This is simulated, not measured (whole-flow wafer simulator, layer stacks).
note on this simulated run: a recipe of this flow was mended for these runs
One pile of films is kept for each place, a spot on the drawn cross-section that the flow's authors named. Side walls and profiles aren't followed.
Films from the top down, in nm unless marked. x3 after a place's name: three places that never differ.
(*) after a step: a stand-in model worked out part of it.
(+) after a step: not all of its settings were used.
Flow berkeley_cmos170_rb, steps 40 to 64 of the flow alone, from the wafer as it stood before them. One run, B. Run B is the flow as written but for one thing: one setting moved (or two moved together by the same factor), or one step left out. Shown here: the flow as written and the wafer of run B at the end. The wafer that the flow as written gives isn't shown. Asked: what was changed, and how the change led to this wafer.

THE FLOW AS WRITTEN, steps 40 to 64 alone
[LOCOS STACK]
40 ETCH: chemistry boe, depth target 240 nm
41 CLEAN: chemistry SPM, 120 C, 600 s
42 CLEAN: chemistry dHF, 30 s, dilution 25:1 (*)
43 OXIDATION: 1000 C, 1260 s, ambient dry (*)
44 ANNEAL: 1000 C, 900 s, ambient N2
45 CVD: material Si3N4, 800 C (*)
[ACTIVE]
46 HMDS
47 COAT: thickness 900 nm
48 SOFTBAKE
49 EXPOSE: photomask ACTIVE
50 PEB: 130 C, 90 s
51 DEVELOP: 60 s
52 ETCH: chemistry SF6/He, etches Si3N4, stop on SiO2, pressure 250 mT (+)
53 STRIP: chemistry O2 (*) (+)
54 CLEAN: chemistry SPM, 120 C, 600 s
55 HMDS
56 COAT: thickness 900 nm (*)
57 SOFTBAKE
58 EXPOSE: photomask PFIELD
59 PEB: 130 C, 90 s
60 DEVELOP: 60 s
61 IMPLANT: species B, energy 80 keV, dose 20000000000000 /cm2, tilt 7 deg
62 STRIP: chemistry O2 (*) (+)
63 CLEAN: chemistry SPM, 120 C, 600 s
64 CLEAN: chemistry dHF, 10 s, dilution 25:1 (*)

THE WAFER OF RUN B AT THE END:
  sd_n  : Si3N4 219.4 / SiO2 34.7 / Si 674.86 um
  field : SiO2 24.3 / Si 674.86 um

The cause: step 43, OXIDATION: 1031 C was run, where the flow has 1000 C.

How the change led to this, step by step:
  43 OXIDATION: 1000 C, 1260 s, ambient dry (*)
      field, sd_n, spacer_n and 6 more: SiO2 +34.7 (new film), Si -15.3 (as written it would be: SiO2 +26.6 (new film), Si -11.7)
